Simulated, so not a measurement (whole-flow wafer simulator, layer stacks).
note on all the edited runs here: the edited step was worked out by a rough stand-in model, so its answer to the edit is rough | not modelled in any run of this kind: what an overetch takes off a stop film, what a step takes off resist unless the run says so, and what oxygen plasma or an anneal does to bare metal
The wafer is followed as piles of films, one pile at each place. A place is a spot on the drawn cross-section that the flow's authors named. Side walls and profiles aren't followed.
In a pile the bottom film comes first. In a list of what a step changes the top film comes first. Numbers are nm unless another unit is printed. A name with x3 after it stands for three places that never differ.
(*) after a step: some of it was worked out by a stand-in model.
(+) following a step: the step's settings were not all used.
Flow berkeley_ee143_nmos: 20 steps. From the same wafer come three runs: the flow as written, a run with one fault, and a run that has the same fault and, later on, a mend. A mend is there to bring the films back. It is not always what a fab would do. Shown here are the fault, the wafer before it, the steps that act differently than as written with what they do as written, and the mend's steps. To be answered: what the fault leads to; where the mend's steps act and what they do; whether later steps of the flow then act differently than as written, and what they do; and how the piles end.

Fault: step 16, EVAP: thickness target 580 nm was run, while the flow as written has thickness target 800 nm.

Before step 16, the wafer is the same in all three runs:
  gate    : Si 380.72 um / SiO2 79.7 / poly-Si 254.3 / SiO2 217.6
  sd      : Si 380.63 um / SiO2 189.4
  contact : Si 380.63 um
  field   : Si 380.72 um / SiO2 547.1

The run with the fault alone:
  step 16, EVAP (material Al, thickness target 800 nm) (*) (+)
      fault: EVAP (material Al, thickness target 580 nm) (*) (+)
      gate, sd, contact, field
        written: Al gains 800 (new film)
        fault: Al gains 580 (new film)
  Steps further on in the flow that do not act as written:
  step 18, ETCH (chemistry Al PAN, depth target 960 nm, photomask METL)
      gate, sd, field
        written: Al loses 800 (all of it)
        fault: Al loses 580 (all of it)
  At contact, the piles at the end differ from the flow's by more than 2% or 0.5 nm, whichever is larger.
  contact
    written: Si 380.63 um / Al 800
    fault: Si 380.63 um / Al 580

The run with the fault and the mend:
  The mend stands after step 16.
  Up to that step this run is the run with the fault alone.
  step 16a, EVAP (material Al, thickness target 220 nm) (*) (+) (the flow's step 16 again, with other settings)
      gate, sd, contact, field
        Al gains 220
  None of the later steps of the flow acts differently than as written at any place that is followed.
  The piles end the same as the flow's at every place that both follow.
